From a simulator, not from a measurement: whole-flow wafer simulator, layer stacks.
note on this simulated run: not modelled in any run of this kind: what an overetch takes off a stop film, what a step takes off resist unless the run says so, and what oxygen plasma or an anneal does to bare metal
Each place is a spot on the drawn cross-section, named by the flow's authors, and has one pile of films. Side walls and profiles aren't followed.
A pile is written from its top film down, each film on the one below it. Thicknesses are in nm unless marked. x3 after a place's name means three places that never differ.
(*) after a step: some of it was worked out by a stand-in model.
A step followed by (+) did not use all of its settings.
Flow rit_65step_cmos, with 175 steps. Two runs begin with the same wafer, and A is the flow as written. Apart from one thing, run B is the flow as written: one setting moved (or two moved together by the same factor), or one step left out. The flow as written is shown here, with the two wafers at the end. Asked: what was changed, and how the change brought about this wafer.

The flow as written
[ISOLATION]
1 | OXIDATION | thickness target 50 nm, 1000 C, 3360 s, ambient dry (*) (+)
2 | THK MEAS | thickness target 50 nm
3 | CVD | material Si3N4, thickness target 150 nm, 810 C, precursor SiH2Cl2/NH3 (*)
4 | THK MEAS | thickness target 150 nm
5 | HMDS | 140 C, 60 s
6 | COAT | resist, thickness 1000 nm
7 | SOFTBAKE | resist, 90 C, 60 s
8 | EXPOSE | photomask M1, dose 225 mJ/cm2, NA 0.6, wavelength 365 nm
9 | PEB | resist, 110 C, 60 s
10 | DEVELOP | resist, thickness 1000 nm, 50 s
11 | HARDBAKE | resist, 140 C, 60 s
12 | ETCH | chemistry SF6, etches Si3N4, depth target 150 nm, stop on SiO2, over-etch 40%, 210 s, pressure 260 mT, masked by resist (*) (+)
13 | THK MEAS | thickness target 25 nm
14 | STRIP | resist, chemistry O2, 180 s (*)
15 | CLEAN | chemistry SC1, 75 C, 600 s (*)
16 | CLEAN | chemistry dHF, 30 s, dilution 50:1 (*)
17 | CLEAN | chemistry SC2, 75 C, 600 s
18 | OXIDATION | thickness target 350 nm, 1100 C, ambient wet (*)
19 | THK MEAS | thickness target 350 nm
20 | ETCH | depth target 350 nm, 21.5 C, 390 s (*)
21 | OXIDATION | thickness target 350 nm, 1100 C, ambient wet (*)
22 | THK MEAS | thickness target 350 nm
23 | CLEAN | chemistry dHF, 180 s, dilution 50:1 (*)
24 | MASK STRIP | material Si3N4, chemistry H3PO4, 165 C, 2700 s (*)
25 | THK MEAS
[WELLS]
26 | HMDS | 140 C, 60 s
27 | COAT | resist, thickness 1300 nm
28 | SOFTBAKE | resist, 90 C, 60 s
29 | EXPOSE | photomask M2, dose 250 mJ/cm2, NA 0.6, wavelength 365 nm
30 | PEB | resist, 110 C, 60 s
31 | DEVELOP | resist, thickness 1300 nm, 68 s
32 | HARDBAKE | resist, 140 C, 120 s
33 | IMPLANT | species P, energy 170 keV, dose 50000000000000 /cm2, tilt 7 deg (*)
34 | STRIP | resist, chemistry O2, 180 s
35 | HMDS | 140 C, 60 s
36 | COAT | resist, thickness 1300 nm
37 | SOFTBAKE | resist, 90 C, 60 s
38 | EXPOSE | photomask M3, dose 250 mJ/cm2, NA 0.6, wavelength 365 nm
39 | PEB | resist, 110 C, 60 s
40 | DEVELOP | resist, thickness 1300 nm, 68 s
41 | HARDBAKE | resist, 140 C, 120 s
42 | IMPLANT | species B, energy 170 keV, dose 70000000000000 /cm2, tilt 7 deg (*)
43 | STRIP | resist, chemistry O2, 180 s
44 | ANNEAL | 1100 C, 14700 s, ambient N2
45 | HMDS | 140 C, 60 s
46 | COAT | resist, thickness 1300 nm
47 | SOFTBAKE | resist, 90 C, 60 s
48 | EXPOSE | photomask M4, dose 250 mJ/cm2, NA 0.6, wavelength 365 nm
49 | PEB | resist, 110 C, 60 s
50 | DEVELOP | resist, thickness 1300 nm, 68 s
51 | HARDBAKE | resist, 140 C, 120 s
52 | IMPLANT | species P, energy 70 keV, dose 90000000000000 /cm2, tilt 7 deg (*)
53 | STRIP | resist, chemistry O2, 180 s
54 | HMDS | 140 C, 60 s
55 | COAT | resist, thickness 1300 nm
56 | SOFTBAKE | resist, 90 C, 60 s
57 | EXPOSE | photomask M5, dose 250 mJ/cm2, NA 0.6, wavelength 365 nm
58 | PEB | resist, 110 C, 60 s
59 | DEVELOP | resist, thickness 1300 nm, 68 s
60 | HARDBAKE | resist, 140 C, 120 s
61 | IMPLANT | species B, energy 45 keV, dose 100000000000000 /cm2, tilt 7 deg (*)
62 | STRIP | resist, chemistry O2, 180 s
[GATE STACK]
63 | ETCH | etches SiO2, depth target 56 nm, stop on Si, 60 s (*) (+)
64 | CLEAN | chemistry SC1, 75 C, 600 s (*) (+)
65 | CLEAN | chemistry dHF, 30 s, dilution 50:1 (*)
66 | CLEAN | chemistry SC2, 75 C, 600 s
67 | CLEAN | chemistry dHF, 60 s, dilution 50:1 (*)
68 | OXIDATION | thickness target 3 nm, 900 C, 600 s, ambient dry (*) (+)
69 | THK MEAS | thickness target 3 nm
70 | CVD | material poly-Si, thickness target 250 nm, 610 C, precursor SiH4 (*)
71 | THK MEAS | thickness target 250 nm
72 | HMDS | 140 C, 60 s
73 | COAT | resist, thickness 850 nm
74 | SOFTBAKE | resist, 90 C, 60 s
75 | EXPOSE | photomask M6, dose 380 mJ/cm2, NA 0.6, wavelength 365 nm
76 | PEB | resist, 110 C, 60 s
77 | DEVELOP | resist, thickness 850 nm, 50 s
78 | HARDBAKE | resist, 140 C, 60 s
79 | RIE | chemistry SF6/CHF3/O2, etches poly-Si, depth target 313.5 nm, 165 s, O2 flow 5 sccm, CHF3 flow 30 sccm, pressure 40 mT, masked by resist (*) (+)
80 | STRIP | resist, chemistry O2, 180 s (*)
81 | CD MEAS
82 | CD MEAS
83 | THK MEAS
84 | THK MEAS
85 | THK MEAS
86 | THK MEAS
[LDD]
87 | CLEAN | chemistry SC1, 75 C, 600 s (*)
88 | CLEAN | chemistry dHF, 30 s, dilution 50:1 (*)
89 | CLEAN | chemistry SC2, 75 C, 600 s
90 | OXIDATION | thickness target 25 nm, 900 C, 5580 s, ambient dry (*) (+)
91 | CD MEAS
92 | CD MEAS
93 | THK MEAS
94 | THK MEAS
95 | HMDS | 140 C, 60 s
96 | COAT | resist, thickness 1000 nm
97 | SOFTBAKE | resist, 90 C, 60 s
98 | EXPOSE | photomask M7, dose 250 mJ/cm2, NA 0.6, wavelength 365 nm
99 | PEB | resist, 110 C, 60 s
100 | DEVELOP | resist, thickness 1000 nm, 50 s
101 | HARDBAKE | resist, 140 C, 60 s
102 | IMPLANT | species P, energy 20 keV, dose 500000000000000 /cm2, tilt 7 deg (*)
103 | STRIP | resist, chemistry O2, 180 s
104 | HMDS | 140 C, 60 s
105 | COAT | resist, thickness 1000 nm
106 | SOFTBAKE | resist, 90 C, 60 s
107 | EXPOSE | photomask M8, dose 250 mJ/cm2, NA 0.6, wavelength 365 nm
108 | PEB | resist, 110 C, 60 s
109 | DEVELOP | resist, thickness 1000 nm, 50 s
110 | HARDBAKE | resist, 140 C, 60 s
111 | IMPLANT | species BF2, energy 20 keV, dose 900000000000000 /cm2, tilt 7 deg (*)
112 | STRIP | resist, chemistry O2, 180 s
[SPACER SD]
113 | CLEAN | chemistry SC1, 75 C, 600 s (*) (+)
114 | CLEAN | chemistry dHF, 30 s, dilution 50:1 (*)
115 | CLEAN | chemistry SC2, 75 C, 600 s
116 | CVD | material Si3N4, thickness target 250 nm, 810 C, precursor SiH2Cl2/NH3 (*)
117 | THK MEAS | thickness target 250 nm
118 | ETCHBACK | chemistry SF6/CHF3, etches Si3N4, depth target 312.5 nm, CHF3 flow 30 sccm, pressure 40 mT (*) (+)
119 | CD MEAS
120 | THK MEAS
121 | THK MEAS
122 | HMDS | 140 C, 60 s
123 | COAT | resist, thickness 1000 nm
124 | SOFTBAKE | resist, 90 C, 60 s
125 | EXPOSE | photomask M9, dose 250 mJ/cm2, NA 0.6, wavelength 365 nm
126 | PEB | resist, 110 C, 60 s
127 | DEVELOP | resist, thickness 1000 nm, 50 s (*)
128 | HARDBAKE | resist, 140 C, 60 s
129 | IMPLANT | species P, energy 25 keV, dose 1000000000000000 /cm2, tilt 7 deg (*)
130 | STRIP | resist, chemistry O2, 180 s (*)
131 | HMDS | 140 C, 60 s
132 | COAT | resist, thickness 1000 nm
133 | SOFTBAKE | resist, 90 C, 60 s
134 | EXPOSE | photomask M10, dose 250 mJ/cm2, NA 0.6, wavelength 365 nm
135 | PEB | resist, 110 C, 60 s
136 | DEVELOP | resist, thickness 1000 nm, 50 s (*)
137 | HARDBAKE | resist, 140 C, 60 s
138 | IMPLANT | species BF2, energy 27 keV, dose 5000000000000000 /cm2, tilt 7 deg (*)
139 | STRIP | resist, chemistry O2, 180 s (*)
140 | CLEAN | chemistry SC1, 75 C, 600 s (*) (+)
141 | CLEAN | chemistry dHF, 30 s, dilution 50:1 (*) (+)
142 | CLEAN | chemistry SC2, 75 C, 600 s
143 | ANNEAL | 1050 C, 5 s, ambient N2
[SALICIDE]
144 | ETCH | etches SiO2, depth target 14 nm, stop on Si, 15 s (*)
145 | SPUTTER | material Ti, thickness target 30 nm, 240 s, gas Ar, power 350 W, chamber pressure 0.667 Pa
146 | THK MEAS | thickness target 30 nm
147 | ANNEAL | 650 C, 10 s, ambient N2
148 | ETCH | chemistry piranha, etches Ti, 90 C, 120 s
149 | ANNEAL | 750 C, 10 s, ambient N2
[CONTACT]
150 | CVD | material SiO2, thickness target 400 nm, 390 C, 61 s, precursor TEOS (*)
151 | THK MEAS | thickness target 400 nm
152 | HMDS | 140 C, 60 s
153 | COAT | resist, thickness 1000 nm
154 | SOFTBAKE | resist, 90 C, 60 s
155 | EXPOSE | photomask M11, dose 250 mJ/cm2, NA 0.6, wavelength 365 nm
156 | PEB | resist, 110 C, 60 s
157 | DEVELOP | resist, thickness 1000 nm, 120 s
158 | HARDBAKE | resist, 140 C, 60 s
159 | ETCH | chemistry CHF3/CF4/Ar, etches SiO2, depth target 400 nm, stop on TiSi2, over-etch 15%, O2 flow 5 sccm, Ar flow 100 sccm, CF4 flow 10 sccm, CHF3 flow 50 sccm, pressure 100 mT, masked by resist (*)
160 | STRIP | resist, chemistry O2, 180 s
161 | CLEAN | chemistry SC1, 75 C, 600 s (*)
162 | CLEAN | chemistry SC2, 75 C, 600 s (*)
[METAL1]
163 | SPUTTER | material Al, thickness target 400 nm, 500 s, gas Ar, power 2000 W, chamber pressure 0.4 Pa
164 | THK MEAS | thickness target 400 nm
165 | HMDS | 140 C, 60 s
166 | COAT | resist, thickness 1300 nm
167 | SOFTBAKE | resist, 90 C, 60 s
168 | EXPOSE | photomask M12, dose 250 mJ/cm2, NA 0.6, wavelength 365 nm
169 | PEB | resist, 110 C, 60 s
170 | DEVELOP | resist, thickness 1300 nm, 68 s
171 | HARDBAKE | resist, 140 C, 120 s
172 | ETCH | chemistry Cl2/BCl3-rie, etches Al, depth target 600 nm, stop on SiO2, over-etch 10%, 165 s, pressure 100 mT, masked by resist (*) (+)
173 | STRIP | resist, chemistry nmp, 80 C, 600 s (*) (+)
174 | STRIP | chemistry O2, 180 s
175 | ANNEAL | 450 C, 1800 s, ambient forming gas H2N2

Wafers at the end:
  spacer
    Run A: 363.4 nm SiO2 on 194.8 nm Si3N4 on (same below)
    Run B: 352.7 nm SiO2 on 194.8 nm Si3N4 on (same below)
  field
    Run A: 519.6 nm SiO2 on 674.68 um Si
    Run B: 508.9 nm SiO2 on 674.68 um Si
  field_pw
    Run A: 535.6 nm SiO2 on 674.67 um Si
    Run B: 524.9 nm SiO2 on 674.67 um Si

Cause: step 163, SPUTTER: power 1572 W was run, though the flow has power 2000 W.

Step by step, how the change led to this:
  163 | SPUTTER | material Al, thickness target 400 nm, 500 s, gas Ar, power 2000 W, chamber pressure 0.4 Pa
      field, field_p, spacer, spacer_p: A +400 Al (new film) | B +314.4 Al (new film)
      gate_n, gate_p: A +396 Al (new film) | B +314.4 Al (new film)
      (also at 2 further places)
  172 | ETCH | chemistry Cl2/BCl3-rie, etches Al, depth target 600 nm, stop on SiO2, over-etch 10%, 165 s, pressure 100 mT, masked by resist (*) (+)
      field, field_p, spacer, spacer_p: A -400 Al (all of it), -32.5 SiO2 | B -314.4 Al (all of it), -43.2 SiO2
      gate_n, gate_p: A -396 Al (all of it), -33 SiO2 | B -314.4 Al (all of it), -43.2 SiO2
      (also at 2 further places)
